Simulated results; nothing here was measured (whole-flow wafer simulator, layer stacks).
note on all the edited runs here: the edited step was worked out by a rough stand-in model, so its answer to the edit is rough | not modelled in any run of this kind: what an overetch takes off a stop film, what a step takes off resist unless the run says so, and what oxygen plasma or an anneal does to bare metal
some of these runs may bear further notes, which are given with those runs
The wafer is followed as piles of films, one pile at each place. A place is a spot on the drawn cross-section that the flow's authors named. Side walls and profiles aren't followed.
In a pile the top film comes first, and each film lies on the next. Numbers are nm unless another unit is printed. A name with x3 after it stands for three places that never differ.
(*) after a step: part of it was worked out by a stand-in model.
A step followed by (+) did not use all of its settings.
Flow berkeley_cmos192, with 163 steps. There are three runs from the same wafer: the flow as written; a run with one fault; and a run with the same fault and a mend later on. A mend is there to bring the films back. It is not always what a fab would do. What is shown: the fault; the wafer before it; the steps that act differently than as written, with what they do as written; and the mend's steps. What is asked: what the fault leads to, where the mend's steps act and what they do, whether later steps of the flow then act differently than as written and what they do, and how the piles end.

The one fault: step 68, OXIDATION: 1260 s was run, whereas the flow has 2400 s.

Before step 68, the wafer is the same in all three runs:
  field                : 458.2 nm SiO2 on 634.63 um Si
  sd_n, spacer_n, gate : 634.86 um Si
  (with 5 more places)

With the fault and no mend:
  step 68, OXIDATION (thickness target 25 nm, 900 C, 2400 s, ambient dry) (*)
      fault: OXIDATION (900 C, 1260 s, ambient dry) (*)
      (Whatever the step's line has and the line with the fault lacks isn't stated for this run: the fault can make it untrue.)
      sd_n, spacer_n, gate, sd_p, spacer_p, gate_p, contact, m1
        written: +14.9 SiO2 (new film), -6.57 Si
        fault: +9.96 SiO2 (new film), -4.38 Si
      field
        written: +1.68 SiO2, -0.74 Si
        fault: +0.88 SiO2, -0.39 Si
  Steps later in the flow that act otherwise than as written (not shown: 36 more steps that differ only slightly, by at most 2% or 0.5 nm, whichever is larger):
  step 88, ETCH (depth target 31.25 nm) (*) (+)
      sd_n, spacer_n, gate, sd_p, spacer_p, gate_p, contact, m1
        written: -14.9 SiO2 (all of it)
        fault: -9.96 SiO2 (all of it)
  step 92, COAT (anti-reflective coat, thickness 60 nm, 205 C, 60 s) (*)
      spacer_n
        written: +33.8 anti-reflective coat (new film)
        fault: +34.5 anti-reflective coat (new film)
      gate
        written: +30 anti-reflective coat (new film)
        fault: +30.7 anti-reflective coat (new film)
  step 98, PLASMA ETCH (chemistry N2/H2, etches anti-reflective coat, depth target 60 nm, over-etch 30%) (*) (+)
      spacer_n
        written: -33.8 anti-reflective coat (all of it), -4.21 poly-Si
        fault: -34.5 anti-reflective coat (all of it), -4.13 poly-Si
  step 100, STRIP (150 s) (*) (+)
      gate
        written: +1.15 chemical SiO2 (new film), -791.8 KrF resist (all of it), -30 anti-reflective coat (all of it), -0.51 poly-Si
        fault: +1.15 chemical SiO2 (new film), -789.6 KrF resist (all of it), -30.7 anti-reflective coat (all of it), -0.51 poly-Si
  The piles end only slightly different from the flow's at the places that both follow, by no more than 2% or 0.5 nm, whichever is larger.

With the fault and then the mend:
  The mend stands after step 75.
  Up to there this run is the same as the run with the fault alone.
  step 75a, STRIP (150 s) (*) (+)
      sd_p
        -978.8 KrF resist (all of it)
      spacer_p
        -960.1 KrF resist (all of it)
      gate_p
        -959.2 KrF resist (all of it)
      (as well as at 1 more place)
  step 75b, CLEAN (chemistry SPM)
      alters no film at any place that is followed
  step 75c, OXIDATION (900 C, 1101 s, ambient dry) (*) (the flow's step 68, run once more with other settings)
      sd_n, spacer_n, gate, sd_p, spacer_p, gate_p, contact, m1
        +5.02 SiO2, -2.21 Si
      field
        +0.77 SiO2, -0.34 Si
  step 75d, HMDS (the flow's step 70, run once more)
      alters no film at any place that is followed
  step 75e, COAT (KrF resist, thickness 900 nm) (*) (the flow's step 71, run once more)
      spacer_n, gate
        +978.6 KrF resist (new film)
      field
        +842.4 KrF resist (new film)
      sd_n
        +1013.2 KrF resist (new film)
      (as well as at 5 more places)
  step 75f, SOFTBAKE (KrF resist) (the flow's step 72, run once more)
      alters no film at any place that is followed
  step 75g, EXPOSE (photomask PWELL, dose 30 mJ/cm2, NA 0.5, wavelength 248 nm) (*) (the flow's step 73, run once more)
      alters no film at any place that is followed
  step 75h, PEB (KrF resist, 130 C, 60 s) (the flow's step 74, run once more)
      sd_n, m1
        -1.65 KrF resist
      spacer_n, gate
        -1.58 KrF resist
      spacer_p, gate_p
        -1.57 KrF resist
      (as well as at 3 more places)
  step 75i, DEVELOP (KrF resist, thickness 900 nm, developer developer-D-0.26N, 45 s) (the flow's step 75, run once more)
      sd_p, spacer_p, gate_p, m1
        -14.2 KrF resist
      spacer_n, gate
        -977 KrF resist (all of it)
      field
        -841.1 KrF resist (all of it)
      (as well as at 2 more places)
  Later steps of the flow that are run all act as written at every place that is followed, up to a difference of at most 2% or 0.5 nm, whichever is larger.
  The piles end the same as the flow's at every place that both follow.
